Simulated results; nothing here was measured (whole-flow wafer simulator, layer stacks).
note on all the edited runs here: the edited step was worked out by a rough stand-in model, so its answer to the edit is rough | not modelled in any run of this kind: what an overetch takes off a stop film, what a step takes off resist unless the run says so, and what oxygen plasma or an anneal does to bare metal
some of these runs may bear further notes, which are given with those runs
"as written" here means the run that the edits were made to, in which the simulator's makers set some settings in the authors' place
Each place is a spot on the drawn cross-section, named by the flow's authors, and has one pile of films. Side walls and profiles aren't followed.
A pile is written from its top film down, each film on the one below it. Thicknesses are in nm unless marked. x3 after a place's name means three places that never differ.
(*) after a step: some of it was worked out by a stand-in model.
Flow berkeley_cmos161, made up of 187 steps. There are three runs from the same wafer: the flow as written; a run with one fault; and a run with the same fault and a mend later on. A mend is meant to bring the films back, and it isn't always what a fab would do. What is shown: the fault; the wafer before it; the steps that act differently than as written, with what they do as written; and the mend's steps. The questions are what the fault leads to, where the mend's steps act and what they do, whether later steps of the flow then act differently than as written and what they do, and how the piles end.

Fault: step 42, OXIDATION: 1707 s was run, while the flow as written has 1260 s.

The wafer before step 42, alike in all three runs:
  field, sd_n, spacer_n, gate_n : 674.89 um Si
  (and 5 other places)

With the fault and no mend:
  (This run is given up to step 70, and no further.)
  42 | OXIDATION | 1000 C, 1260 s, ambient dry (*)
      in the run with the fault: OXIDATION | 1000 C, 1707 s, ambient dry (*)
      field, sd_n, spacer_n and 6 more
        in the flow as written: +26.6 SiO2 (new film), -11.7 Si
        in the run with the fault: +31.3 SiO2 (new film), -13.8 Si
  Steps further on in the flow that do not act as written (not shown: 1 more step that differs only slightly, by at most 2% or 0.5 nm, whichever is larger):
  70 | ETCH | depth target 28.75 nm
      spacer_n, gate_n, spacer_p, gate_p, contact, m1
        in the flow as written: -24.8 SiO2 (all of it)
        in the run with the fault: -28.8 SiO2
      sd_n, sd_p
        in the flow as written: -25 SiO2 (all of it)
        in the run with the fault: -28.8 SiO2
  After step 70, at sd_n, spacer_n, gate_n, sd_p, spacer_p, gate_p, contact, m1, the piles differ from the flow's by more than 2% or 0.5 nm, whichever is larger.
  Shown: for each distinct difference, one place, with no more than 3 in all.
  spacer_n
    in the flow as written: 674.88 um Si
    in the run with the fault: 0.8 nm SiO2 on 674.88 um Si
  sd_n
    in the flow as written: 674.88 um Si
    in the run with the fault: 1.5 nm SiO2 on 674.88 um Si

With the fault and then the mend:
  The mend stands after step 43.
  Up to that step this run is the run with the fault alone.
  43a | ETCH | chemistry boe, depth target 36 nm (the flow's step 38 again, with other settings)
      field, sd_n, spacer_n and 6 more
        -31.3 SiO2 (all of it)
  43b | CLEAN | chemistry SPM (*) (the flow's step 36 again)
      field, sd_n, spacer_n and 6 more
        +0.8 chemical SiO2 (new film), -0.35 Si
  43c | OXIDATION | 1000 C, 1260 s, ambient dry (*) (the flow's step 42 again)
      field, sd_n, spacer_n and 6 more
        +26.7 SiO2 (new film), -0.8 chemical SiO2 (all of it), -11.4 Si
  Every later step of the flow that is run acts as written, at every place that is followed, to within 2% or 0.5 nm, whichever is larger.
  At the end the piles are close to the flow's at the places that both follow, differing by at most 2% or 0.5 nm, whichever is larger.
